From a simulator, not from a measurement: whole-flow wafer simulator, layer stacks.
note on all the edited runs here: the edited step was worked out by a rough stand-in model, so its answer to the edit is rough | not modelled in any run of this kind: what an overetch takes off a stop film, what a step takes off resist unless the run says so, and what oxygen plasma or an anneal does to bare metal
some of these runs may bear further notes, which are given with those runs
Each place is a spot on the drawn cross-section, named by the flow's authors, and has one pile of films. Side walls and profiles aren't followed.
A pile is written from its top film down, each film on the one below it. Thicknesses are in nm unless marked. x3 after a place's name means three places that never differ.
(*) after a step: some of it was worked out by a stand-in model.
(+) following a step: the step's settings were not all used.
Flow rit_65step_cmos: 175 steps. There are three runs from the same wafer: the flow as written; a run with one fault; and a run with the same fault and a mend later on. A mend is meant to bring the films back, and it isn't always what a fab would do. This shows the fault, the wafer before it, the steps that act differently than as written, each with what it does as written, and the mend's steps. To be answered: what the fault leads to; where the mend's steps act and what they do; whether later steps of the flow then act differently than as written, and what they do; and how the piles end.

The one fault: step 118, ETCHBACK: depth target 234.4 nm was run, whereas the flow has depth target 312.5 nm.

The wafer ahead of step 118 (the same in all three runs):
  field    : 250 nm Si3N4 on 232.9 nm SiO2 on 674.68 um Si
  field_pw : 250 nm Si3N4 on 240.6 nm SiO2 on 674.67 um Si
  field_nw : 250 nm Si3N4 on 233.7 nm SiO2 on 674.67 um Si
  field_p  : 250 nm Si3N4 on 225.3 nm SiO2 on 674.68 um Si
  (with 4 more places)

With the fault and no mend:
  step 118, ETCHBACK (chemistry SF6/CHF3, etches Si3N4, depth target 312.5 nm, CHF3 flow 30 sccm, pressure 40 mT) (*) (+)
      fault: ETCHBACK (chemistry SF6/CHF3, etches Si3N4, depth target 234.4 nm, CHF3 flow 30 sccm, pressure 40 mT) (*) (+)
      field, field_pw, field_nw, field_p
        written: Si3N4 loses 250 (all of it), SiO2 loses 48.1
        fault: Si3N4 loses 234.4
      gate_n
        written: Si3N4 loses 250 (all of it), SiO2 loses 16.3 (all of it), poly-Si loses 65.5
        fault: Si3N4 loses 234.4
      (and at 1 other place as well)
  Later steps of the flow acting differently than as written (not shown: 4 more steps that differ only slightly, by at most 2% or 0.5 nm, whichever is larger):
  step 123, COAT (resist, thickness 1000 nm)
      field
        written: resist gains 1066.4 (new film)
        fault: resist gains 1044.1 (new film)
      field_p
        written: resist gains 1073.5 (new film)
        fault: resist gains 1051.2 (new film)
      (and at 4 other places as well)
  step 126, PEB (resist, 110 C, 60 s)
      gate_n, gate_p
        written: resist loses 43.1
        fault: resist loses 40.1
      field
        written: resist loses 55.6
        fault: resist loses 54.3
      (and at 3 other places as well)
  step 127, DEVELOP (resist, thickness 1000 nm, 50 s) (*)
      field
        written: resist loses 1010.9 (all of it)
        fault: resist loses 989.9 (all of it)
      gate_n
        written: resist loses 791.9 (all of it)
        fault: resist loses 739.2 (all of it)
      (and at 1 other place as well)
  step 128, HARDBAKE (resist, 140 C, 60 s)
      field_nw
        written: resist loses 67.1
        fault: resist loses 65.7
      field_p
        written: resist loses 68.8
        fault: resist loses 67.2
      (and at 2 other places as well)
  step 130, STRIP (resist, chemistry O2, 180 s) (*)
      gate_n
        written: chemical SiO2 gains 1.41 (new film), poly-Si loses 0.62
        fault: nothing
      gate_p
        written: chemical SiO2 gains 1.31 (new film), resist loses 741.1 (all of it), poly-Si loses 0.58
        fault: resist loses 691.6 (all of it)
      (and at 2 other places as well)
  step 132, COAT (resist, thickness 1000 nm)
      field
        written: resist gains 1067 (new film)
        fault: resist gains 1044.1 (new film)
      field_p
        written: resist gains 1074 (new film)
        fault: resist gains 1051.2 (new film)
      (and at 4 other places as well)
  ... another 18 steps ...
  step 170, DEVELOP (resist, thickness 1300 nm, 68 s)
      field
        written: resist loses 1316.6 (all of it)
        fault: resist loses 1271.4 (all of it)
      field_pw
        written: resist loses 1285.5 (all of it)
        fault: resist loses 1259.4 (all of it)
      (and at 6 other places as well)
  The piles end different from the flow's at field, field_pw, field_nw, field_p, gate_n, gate_p, spacer, spacer_p by more than 2% or 0.5 nm, whichever is larger.
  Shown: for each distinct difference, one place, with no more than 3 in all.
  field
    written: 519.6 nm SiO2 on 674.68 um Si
    fault: 363.4 nm SiO2 on 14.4 nm Si3N4 on 232.9 nm SiO2 on 674.68 um Si
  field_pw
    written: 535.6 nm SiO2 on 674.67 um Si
    fault: 363.4 nm SiO2 on 14.4 nm Si3N4 on 240.6 nm SiO2 on 674.67 um Si
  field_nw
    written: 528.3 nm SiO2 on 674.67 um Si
    fault: 363.4 nm SiO2 on 14.4 nm Si3N4 on 233.7 nm SiO2 on 674.67 um Si

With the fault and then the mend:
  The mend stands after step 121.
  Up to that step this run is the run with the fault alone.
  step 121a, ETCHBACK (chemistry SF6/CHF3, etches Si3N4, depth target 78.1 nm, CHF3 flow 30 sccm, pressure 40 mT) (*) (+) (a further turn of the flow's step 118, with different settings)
      field, field_pw, field_nw, field_p
        Si3N4 loses 15.6 (all of it), SiO2 loses 48.1
      active_n, sd_n, contact, m1
        Si3N4 loses 15.6 (all of it), SiO2 loses 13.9 (all of it)
      active_p, sd_p
        Si3N4 loses 15.6 (all of it), SiO2 loses 13.4 (all of it)
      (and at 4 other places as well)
  Every later step of the flow that is run acts as written at every place that is followed.
  The piles end the same as the flow's at every place that both follow.
